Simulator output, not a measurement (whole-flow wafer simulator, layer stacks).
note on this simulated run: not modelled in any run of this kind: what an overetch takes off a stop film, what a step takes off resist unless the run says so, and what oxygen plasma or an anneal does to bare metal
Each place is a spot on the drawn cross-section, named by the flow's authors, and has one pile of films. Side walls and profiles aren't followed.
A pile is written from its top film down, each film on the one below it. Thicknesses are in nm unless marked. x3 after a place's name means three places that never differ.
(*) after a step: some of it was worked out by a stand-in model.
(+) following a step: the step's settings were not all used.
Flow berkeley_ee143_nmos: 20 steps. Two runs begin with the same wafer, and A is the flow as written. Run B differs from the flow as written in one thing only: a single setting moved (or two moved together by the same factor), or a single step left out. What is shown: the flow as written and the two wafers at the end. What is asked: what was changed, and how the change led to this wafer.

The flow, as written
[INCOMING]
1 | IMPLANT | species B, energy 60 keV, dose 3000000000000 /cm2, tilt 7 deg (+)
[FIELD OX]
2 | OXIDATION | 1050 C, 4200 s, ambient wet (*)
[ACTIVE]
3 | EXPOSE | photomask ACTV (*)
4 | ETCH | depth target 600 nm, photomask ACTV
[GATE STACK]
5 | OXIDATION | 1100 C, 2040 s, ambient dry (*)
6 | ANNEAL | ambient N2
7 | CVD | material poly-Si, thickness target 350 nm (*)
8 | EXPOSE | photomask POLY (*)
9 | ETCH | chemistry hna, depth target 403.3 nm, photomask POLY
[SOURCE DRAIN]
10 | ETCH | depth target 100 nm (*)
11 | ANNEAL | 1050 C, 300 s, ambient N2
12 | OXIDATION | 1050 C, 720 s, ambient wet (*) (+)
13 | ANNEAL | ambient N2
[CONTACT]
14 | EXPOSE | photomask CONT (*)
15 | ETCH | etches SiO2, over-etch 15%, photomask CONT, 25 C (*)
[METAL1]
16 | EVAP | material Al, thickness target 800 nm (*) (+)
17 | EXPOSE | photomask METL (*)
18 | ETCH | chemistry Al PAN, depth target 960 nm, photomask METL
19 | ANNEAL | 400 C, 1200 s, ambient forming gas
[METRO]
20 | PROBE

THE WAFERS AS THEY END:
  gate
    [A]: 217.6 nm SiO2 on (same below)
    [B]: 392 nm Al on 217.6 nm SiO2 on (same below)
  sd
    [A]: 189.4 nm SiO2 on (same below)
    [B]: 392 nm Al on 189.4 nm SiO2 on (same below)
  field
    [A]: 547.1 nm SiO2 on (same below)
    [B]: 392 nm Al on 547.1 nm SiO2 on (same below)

Cause: step 18, ETCH: depth target 408 nm was run, though the flow has depth target 960 nm.

Step by step, how the change led to this:
  18 | ETCH | chemistry Al PAN, depth target 960 nm, photomask METL
      gate, sd, field: A Al loses 800 (all of it) | B Al loses 408
With metal films that touch counted as one body, gate has 1 body; the flow as written gives 0 bodies.
With metal films that touch counted as one body, sd has 1 body; the flow as written gives 0 bodies.
With metal films that touch counted as one body, field has 1 body; the flow as written gives 0 bodies.
